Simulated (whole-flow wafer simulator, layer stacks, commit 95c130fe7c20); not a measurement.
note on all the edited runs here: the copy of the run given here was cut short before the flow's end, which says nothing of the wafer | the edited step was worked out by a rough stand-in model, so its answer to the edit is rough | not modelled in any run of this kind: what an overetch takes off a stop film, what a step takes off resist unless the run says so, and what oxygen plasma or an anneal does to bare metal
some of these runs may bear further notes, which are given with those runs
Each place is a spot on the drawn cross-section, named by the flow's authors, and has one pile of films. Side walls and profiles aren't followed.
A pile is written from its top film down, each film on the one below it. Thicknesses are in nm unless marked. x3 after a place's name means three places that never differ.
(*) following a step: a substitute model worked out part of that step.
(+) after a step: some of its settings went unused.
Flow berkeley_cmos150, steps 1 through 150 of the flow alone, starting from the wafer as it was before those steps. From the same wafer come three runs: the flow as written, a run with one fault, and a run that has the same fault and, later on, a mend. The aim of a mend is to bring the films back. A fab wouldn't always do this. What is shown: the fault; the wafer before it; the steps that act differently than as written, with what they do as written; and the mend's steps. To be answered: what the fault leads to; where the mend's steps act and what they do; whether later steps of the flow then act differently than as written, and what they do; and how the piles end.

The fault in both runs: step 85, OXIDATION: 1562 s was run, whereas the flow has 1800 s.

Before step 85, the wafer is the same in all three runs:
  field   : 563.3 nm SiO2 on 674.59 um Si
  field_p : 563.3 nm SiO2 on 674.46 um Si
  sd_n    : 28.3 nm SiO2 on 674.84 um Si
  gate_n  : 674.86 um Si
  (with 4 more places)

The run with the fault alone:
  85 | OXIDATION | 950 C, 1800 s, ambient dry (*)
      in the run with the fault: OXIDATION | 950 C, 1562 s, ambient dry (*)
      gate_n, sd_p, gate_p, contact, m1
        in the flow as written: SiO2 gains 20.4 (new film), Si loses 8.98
        in the run with the fault: SiO2 gains 18.7 (new film), Si loses 8.24
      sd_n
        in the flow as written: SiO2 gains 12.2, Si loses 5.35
        in the run with the fault: SiO2 gains 10.8, Si loses 4.74
  Steps further on in the flow that do not act as written (21 other steps are not shown; they differ only slightly, by no more than 2% or 0.5 nm, whichever is larger):
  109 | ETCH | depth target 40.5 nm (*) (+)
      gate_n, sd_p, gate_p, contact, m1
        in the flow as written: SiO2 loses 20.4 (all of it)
        in the run with the fault: SiO2 loses 18.7 (all of it)
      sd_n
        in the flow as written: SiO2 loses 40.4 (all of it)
        in the run with the fault: SiO2 loses 39.1 (all of it)
  When the end is reached, the piles differ only a little from the flow's at the places that both follow, at most by 2% or 0.5 nm, whichever is larger.

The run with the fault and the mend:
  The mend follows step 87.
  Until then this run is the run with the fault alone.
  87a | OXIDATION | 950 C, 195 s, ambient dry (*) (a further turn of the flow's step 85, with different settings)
      gate_n, sd_p, gate_p, contact, m1
        SiO2 gains 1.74, Si loses 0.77
      field, field_p
        SiO2 gains 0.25, Si loses 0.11
      sd_n
        SiO2 gains 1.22, Si loses 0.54
  None of the later steps of the flow differs from how it acts as written, at any place that is followed, by more than 2% or 0.5 nm, whichever is larger.
  When the end is reached, the piles differ only a little from the flow's at the places that both follow, at most by 2% or 0.5 nm, whichever is larger.
